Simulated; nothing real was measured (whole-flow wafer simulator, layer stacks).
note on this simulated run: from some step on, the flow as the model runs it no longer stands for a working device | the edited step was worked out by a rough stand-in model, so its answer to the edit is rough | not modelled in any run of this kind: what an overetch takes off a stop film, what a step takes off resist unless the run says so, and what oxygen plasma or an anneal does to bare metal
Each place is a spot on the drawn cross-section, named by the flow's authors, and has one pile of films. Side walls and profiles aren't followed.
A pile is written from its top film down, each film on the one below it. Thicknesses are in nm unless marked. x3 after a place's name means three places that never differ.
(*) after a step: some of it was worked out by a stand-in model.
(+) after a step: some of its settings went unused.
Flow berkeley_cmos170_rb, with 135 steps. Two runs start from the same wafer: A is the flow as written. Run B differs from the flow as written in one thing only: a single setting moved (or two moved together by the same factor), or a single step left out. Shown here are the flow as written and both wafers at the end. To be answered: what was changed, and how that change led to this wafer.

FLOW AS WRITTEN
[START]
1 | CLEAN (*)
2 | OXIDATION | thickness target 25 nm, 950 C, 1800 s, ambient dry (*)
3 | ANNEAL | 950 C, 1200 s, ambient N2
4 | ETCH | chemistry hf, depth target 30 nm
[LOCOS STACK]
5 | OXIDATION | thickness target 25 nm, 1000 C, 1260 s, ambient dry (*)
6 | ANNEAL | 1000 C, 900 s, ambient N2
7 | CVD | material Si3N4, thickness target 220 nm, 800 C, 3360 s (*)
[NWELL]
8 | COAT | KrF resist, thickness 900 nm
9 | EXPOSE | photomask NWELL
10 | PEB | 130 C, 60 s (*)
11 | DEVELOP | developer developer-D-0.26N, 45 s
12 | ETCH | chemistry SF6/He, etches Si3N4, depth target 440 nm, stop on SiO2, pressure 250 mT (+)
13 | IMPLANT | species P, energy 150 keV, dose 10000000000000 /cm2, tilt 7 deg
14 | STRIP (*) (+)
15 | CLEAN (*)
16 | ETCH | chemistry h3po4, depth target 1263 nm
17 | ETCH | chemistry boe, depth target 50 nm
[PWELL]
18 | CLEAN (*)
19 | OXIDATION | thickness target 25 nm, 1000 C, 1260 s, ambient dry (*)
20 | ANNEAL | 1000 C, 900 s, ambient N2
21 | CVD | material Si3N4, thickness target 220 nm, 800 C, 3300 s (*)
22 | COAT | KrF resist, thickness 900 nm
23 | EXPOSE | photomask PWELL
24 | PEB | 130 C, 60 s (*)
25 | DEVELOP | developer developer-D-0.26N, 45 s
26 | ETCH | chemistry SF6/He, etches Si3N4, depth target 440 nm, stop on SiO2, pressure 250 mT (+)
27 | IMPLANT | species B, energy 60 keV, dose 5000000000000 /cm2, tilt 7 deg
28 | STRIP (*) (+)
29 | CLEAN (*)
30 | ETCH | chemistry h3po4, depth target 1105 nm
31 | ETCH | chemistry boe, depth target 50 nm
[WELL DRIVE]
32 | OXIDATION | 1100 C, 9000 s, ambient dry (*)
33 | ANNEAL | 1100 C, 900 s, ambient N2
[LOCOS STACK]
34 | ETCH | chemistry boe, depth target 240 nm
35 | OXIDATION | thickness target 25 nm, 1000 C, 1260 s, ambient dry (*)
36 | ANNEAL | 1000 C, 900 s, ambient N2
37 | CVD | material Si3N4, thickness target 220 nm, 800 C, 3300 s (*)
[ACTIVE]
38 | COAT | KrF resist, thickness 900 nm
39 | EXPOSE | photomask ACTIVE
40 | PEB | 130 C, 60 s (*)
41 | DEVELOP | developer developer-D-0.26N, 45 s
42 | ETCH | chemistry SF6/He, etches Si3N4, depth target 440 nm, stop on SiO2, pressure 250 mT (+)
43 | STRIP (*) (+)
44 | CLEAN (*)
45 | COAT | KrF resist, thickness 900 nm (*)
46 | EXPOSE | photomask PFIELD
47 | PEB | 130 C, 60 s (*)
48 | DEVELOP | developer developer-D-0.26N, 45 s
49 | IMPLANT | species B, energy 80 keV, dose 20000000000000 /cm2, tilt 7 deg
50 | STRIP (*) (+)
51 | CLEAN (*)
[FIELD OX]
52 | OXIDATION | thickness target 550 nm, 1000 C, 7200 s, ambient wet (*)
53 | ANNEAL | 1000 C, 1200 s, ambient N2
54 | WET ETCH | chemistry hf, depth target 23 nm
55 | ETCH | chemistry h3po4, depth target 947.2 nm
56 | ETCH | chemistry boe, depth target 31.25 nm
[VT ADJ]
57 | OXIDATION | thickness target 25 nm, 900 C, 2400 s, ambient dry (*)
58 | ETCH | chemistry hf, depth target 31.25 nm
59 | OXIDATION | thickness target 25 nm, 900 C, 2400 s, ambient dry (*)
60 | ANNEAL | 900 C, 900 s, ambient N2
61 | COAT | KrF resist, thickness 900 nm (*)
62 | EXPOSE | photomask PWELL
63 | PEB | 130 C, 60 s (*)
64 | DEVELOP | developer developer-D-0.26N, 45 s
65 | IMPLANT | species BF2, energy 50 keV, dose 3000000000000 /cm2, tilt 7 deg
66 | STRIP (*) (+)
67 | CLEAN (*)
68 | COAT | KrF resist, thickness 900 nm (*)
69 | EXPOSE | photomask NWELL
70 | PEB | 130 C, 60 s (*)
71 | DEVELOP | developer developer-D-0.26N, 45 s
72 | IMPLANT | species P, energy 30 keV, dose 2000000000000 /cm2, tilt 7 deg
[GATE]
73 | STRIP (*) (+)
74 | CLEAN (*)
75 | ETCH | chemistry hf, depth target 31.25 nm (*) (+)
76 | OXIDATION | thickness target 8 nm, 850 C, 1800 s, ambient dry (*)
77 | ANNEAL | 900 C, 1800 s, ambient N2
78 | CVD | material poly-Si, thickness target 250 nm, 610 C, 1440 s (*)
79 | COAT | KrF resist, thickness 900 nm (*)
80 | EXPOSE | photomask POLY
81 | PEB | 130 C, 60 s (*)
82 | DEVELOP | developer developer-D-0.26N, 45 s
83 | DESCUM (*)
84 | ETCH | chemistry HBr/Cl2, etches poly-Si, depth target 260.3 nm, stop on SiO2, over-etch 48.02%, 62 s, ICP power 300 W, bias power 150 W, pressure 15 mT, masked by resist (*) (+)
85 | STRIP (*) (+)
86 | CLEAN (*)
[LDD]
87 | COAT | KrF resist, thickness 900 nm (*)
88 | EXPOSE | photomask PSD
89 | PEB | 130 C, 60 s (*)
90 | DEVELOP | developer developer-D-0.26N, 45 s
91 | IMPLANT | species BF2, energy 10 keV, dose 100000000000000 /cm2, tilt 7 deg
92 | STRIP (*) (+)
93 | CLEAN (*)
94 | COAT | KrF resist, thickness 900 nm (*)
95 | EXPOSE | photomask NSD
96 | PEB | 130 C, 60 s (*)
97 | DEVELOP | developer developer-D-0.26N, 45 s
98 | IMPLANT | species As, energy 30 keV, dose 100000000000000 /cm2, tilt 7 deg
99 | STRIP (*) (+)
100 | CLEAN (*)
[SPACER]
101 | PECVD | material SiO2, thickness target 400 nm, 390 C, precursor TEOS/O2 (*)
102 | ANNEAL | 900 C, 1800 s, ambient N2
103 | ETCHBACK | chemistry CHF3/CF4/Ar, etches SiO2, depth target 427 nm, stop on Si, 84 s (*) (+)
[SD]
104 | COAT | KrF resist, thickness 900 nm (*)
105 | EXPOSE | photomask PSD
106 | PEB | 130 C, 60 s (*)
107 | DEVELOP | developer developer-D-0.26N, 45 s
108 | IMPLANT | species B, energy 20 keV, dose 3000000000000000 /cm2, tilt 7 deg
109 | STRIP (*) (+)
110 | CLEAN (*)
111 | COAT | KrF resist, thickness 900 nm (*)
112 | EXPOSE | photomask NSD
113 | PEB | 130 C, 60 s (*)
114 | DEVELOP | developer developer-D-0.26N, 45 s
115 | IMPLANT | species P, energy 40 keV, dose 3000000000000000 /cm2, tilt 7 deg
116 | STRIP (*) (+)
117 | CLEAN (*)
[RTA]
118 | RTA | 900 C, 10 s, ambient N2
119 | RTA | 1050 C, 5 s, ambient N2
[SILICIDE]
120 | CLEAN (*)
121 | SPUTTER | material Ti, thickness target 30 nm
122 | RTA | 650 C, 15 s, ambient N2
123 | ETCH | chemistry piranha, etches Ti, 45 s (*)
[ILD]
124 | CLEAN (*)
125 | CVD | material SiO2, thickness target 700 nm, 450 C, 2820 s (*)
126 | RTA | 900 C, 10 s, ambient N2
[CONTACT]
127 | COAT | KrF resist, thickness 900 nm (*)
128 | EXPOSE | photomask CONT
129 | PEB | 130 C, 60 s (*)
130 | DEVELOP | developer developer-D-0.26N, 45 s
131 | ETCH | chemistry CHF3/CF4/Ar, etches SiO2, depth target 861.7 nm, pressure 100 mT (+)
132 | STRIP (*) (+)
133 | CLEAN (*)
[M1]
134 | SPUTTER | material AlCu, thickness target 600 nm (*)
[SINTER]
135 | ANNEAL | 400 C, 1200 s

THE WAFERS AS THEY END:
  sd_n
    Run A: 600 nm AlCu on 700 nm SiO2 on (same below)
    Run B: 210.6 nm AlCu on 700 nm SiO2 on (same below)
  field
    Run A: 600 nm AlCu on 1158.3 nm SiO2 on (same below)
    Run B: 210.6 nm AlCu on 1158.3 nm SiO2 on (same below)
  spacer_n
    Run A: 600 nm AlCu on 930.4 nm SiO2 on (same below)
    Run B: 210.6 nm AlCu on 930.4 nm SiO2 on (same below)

What caused this: step 134, SPUTTER: thickness target 210.6 nm was run, though the flow has thickness target 600 nm.
The wafer itself shows it: sd_n has AlCu 210.6, and step 134 as written asks for 600 nm.

How this came from the change, step by step:
  134 | SPUTTER | material AlCu, thickness target 600 nm (*)
      field, sd_n, spacer_n, gate, spacer_p, gate_p, m1: A AlCu gains 600 (new film) | B AlCu gains 210.6 (new film)
      sd_p: A AlCu gains 545.9 (new film) | B AlCu gains 187.1 (new film)
      (as well as at 1 more place)
